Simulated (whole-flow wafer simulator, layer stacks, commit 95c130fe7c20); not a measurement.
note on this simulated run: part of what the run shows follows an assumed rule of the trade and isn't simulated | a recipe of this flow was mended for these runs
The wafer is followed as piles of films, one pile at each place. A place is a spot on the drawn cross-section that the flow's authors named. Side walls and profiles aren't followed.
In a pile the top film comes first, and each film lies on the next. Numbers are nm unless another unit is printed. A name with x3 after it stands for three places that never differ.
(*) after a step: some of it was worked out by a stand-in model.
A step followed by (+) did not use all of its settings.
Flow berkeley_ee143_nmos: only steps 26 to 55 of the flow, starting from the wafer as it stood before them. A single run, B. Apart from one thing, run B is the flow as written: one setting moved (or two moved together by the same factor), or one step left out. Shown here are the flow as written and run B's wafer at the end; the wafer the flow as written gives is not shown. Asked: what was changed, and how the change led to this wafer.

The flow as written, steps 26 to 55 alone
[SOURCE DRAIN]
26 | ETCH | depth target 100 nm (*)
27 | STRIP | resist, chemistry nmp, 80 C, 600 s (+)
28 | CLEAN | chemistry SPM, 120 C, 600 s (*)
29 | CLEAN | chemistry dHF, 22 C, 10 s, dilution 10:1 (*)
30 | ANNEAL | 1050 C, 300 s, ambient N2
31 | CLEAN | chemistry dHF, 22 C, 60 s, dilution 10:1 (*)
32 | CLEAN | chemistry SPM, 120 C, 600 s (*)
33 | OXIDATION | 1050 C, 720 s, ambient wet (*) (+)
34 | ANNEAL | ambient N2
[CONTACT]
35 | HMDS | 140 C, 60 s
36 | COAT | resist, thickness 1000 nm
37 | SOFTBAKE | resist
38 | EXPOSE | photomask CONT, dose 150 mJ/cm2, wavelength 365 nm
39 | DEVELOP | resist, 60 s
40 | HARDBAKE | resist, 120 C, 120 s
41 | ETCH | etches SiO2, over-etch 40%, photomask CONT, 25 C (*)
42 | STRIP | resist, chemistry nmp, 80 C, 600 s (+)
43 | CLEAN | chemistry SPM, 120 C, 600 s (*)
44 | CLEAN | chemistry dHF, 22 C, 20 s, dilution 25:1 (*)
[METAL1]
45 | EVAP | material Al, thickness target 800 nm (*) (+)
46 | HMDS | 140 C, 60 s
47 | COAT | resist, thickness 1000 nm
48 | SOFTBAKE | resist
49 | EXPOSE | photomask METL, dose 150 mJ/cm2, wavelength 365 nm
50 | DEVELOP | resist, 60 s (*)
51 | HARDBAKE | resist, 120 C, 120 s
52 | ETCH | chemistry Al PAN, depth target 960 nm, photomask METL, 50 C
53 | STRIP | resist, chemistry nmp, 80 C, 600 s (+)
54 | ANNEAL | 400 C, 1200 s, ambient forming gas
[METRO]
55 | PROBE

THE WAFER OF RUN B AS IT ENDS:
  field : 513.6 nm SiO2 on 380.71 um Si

Cause: step 31, CLEAN: 36 s was run, while the flow as written has 60 s.

How this came from the change, step by step:
  31 | CLEAN | chemistry dHF, 22 C, 60 s, dilution 10:1 (*)
      field: SiO2 loses 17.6 (it would be, as written: SiO2 loses 29.3)
